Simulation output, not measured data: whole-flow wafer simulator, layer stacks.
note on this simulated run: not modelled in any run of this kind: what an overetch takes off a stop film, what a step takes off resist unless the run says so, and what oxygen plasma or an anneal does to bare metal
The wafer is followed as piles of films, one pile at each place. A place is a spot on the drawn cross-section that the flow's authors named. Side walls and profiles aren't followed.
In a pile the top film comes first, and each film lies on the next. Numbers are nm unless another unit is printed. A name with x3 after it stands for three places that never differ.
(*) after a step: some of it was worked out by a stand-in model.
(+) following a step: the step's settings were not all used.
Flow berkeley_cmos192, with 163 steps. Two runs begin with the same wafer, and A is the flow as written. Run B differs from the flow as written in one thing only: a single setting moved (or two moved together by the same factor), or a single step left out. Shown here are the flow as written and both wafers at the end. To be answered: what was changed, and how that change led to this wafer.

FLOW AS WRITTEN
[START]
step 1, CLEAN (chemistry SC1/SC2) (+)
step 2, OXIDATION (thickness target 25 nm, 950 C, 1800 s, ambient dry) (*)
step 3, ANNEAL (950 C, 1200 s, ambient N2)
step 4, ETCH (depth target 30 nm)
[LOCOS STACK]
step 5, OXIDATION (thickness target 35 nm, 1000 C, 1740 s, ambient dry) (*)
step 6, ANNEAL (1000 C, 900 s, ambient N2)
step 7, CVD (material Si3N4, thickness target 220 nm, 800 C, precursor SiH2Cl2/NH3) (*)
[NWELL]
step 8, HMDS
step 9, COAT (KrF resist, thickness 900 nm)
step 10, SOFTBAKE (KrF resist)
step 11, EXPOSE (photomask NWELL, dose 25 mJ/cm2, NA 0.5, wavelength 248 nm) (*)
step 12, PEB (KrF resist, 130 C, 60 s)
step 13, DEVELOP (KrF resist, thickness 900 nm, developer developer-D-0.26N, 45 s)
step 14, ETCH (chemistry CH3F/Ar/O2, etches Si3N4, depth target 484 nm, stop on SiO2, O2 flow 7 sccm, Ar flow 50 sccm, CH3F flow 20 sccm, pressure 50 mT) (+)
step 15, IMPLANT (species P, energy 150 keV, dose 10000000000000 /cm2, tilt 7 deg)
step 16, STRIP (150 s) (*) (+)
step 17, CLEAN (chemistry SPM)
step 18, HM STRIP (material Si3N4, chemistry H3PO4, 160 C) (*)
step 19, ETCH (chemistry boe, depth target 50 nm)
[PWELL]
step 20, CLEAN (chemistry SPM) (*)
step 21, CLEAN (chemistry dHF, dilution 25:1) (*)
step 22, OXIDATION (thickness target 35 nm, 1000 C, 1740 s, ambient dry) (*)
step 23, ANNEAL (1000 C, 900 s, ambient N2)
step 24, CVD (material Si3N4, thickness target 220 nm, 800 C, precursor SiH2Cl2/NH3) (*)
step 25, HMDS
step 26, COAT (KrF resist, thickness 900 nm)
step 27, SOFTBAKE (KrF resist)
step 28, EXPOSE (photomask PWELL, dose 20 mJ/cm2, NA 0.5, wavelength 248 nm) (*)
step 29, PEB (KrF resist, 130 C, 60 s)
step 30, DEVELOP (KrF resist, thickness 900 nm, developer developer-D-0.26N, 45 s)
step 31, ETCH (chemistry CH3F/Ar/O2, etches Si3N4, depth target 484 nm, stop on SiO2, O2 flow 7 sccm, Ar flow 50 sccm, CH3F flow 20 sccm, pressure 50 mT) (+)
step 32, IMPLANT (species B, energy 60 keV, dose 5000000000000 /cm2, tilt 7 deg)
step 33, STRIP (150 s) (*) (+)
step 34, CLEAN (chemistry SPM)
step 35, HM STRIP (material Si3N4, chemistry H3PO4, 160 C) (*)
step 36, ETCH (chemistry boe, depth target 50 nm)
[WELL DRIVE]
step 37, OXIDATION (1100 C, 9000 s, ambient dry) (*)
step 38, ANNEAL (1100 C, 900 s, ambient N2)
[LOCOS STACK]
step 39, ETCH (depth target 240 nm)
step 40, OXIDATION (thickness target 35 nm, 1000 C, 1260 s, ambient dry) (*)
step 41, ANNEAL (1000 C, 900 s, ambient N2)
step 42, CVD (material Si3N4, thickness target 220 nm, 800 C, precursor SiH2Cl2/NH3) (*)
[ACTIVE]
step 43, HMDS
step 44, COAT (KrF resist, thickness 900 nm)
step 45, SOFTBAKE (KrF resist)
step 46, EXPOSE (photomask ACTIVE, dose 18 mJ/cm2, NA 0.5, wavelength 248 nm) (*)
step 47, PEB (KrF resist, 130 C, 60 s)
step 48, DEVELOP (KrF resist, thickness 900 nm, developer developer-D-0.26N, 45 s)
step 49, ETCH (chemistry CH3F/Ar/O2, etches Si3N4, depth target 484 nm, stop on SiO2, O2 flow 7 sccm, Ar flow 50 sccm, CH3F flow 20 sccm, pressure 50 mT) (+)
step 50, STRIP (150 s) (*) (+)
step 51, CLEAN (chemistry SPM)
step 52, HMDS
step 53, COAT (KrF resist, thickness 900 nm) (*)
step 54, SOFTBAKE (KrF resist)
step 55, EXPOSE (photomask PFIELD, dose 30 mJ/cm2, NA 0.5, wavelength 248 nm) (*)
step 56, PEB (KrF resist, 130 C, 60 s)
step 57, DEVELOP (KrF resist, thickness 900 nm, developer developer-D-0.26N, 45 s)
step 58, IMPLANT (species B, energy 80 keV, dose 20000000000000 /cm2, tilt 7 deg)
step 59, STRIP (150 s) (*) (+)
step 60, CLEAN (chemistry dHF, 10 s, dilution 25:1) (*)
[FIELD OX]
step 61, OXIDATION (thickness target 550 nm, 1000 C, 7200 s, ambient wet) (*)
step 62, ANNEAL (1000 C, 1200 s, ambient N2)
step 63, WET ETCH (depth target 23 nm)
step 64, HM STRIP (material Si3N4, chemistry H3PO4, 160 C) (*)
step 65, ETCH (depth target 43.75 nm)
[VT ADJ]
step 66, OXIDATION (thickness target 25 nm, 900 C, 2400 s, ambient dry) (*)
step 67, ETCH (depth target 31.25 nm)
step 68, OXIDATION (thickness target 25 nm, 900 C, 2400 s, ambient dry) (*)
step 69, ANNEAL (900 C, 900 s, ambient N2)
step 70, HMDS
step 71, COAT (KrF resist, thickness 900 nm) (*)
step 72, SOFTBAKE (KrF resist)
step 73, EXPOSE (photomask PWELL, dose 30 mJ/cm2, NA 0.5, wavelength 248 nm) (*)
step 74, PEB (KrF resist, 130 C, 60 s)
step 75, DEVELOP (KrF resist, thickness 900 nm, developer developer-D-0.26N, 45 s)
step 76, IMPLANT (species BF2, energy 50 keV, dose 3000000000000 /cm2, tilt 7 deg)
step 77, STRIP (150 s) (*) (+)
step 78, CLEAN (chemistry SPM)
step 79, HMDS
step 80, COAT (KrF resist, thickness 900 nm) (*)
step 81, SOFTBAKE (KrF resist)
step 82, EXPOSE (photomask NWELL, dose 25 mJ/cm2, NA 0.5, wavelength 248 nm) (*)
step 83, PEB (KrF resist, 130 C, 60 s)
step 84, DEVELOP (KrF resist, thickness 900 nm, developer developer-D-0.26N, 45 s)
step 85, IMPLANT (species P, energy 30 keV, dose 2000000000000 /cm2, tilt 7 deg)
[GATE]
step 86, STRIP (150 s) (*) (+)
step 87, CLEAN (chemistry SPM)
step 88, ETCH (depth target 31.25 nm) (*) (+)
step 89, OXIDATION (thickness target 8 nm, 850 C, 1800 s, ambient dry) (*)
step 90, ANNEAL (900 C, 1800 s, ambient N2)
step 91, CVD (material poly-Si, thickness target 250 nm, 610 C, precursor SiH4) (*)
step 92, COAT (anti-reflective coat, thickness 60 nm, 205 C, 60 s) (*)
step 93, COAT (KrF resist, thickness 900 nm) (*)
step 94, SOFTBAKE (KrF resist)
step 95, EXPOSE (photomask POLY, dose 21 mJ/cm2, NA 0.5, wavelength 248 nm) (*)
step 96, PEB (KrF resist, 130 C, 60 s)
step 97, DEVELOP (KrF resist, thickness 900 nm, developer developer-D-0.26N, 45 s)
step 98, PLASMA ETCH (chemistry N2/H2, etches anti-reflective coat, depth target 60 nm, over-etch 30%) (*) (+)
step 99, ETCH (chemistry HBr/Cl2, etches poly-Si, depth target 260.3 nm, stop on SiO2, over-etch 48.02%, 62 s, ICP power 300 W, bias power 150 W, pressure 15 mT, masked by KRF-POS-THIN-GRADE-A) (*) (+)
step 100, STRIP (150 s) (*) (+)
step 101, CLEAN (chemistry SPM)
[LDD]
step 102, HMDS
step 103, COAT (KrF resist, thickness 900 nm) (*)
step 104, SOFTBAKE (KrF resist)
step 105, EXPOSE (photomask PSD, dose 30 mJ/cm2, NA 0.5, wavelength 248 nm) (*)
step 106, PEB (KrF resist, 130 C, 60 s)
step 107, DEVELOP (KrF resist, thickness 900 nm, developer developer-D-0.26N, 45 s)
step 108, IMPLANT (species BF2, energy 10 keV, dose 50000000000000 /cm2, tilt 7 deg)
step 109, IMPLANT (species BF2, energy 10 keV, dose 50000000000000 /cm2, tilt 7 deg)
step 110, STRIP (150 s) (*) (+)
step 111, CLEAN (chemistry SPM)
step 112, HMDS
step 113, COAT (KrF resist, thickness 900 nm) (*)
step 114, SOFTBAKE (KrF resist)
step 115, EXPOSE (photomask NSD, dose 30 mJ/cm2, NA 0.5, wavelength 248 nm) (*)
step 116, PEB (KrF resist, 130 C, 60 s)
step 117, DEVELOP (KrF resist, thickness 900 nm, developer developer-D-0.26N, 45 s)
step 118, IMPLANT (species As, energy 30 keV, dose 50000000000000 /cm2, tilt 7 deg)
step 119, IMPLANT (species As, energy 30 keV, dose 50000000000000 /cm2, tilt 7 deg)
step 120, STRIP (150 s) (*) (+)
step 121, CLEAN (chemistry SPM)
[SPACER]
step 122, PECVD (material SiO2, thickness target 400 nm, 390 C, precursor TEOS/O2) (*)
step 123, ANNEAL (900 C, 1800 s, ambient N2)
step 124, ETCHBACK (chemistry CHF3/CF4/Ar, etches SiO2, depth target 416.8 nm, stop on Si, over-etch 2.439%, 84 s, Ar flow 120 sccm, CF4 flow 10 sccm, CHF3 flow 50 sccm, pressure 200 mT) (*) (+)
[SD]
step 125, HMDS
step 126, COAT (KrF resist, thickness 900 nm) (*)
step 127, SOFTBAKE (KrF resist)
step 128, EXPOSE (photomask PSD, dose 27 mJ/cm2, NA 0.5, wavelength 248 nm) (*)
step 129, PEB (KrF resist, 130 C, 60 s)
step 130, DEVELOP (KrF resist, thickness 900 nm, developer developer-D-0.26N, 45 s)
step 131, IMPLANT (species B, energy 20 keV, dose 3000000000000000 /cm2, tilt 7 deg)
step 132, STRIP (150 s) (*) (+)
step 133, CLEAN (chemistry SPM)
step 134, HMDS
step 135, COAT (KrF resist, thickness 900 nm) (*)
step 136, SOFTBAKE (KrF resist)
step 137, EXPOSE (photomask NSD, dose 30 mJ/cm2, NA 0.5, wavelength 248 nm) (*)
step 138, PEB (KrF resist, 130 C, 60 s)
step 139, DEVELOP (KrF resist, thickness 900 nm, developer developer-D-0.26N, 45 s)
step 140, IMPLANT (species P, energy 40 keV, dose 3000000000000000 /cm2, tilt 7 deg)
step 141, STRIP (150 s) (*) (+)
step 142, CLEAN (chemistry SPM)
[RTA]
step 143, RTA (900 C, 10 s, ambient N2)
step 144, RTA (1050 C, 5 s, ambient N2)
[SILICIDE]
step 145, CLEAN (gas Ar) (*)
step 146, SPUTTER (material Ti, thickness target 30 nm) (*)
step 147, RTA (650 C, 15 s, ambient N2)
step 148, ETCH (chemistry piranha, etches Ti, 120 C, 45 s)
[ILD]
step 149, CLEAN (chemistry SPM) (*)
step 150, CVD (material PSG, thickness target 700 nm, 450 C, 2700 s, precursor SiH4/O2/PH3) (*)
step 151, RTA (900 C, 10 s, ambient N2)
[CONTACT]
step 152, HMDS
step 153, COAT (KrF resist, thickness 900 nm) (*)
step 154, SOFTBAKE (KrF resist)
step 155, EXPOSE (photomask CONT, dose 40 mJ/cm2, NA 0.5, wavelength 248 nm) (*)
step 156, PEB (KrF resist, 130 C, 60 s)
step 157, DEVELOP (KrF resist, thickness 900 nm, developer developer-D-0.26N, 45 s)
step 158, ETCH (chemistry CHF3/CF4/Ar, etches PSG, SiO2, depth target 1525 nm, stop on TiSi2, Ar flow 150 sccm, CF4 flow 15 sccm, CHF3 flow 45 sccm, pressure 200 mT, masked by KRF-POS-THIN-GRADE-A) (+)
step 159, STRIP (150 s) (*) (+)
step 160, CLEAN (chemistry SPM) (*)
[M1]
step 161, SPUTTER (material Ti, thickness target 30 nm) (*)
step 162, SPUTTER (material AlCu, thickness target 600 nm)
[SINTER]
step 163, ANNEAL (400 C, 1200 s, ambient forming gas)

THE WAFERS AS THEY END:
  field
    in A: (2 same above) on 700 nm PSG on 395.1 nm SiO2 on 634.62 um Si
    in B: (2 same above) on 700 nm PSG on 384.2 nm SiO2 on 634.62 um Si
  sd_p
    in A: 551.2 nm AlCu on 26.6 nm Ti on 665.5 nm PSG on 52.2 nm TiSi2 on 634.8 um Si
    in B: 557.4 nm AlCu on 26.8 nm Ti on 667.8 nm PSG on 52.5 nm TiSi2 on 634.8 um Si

What caused this: step 63, WET ETCH: depth target 34 nm was run, though the flow has depth target 23 nm.

Step by step, how the change led to this:
  step 63, WET ETCH (depth target 23 nm)
      field: A -23 SiO2 | B -34 SiO2
  step 92, COAT (anti-reflective coat, thickness 60 nm, 205 C, 60 s) (*)
      sd_n: A +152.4 anti-reflective coat (new film) | B +144.7 anti-reflective coat (new film)
      spacer_n: A +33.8 anti-reflective coat (new film) | B +36.6 anti-reflective coat (new film)
      (also at 4 further places)
  step 98, PLASMA ETCH (chemistry N2/H2, etches anti-reflective coat, depth target 60 nm, over-etch 30%) (*) (+)
      sd_n: A -152.4 anti-reflective coat (all of it), -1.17 poly-Si | B -144.7 anti-reflective coat (all of it), -1.11 poly-Si
      spacer_n: A -33.8 anti-reflective coat (all of it), -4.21 poly-Si | B -36.6 anti-reflective coat (all of it), -3.89 poly-Si
      (also at 2 further places)
  step 100, STRIP (150 s) (*) (+)
      gate: A +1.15 chemical SiO2 (new film), -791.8 KrF resist (all of it), -30 anti-reflective coat (all of it), -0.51 poly-Si | B +1.15 chemical SiO2 (new film), -782.6 KrF resist (all of it), -33.1 anti-reflective coat (all of it), -0.51 poly-Si
      gate_p: A +1.15 chemical SiO2 (new film), -765.1 KrF resist (all of it), -31 anti-reflective coat (all of it), -0.51 poly-Si | B +1.15 chemical SiO2 (new film), -758.9 KrF resist (all of it), -33.3 anti-reflective coat (all of it), -0.51 poly-Si
